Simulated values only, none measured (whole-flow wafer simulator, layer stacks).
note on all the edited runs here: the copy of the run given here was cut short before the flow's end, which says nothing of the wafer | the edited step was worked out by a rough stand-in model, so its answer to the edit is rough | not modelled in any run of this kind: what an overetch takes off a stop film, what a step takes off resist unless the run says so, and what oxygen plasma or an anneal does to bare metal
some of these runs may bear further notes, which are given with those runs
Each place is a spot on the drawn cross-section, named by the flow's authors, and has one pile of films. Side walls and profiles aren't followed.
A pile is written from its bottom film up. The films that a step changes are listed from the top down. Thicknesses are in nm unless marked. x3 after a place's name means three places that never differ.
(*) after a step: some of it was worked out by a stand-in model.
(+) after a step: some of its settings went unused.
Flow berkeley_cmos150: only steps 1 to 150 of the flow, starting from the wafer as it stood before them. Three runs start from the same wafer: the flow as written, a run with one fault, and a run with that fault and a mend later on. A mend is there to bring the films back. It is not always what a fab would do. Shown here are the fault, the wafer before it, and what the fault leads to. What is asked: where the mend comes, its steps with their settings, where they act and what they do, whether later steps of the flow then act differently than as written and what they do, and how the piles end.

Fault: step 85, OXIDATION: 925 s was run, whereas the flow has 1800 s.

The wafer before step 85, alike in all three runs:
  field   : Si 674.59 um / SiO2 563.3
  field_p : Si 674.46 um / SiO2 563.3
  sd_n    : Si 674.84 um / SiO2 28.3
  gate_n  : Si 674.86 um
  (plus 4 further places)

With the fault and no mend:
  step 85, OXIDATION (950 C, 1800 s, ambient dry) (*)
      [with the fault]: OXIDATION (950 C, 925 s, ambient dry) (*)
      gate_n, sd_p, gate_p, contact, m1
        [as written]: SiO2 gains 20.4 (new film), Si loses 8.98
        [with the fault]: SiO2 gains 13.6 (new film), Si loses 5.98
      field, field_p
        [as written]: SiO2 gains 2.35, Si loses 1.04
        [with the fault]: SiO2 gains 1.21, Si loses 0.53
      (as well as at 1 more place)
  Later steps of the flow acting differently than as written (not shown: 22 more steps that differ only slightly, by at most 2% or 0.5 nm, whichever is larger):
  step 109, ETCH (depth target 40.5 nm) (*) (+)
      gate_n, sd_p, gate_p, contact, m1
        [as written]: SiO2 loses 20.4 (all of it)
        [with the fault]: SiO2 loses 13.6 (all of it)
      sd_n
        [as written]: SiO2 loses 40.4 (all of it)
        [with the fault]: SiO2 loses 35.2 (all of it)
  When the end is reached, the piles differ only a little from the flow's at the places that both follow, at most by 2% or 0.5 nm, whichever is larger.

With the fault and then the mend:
  The mend follows step 87.
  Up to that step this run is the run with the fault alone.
  step 87a, OXIDATION (950 C, 769 s, ambient dry) (*) (the flow's step 85 again, with other settings)
      gate_n, sd_p, gate_p, contact, m1
        SiO2 gains 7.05, Si loses 3.1
      field, field_p
        SiO2 gains 1, Si loses 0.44
      sd_n
        SiO2 gains 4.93, Si loses 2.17
  None of the later steps of the flow differs from how it acts as written, at any place that is followed, by more than 2% or 0.5 nm, whichever is larger.
  When the end is reached, the piles differ only a little from the flow's at the places that both follow, at most by 2% or 0.5 nm, whichever is larger.
